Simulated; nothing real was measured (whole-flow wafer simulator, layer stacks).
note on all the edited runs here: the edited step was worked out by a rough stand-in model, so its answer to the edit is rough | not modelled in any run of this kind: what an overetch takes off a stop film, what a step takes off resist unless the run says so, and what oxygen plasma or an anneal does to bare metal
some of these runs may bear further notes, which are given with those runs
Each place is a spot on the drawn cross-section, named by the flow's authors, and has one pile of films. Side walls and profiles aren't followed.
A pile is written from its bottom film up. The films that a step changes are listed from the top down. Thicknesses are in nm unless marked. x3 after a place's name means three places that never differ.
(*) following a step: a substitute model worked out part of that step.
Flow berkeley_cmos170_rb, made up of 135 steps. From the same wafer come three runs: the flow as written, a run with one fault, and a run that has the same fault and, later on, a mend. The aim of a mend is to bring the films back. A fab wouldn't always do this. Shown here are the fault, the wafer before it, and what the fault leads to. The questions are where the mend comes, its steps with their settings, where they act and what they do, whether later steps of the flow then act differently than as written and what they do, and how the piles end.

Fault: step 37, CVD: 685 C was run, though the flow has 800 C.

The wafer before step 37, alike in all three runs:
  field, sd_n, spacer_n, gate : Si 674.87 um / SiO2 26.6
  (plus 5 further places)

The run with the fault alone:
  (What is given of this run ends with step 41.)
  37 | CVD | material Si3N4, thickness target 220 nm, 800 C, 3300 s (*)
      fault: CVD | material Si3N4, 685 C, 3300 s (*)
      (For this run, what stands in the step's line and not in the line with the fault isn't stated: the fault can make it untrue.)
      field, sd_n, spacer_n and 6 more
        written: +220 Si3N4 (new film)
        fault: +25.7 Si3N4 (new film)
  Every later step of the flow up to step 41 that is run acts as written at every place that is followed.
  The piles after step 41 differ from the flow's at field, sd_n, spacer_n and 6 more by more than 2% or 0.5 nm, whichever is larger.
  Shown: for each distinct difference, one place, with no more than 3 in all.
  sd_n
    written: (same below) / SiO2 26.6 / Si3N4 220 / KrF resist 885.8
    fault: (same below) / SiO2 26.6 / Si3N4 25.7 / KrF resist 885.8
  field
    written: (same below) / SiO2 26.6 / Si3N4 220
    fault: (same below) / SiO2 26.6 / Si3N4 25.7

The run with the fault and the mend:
  The mend stands after step 37.
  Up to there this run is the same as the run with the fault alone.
  37a | CVD | material Si3N4, thickness target 194.3 nm, 800 C, 2914 s (*) (the flow's step 37, run once more with other settings)
      field, sd_n, spacer_n and 6 more
        +194.3 Si3N4
  Every later step of the flow that is run acts as written at every place that is followed.
  The piles end the same as the flow's at every place that both follow.
